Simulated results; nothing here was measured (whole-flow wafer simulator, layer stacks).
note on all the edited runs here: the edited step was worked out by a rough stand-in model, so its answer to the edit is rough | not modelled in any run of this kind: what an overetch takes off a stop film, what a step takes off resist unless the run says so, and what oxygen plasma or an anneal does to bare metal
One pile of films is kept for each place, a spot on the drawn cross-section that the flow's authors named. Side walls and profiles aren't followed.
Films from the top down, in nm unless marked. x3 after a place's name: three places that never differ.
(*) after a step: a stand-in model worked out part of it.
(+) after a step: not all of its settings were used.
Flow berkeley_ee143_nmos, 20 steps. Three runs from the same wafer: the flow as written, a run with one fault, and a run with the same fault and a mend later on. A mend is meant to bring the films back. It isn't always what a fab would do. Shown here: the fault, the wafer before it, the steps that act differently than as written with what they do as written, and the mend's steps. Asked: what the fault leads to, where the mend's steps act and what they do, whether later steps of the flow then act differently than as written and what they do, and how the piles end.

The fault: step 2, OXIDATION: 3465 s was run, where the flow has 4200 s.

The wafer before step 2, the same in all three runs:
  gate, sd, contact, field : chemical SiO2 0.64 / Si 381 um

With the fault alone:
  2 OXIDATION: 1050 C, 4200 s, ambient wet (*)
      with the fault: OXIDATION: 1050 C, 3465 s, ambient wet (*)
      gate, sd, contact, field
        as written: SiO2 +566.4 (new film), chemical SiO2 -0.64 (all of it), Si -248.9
        with the fault: SiO2 +504.7 (new film), chemical SiO2 -0.64 (all of it), Si -221.8
  Later steps of the flow that act differently than as written:
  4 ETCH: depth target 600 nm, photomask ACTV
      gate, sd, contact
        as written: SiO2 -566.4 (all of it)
        with the fault: SiO2 -504.7 (all of it)
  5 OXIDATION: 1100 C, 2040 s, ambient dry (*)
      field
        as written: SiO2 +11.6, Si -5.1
        with the fault: SiO2 +12.8, Si -5.63
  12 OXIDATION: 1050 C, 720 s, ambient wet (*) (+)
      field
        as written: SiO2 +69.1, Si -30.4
        with the fault: SiO2 +75.7, Si -33.3
  At the end the piles differ from the flow's by more than 2% or 0.5 nm, whichever is larger, at field.
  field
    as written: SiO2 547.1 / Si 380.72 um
    with the fault: SiO2 493.2 / Si 380.74 um

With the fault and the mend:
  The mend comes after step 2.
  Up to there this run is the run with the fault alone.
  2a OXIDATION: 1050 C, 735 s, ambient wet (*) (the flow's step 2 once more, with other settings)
      gate, sd, contact, field
        SiO2 +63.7, Si -28
  No later step of the flow acts differently than as written, at any place that is followed, by more than 2% or 0.5 nm, whichever is larger.
  At the end the piles differ from the flow's only slightly at the places that both follow, by at most 2% or 0.5 nm, whichever is larger.
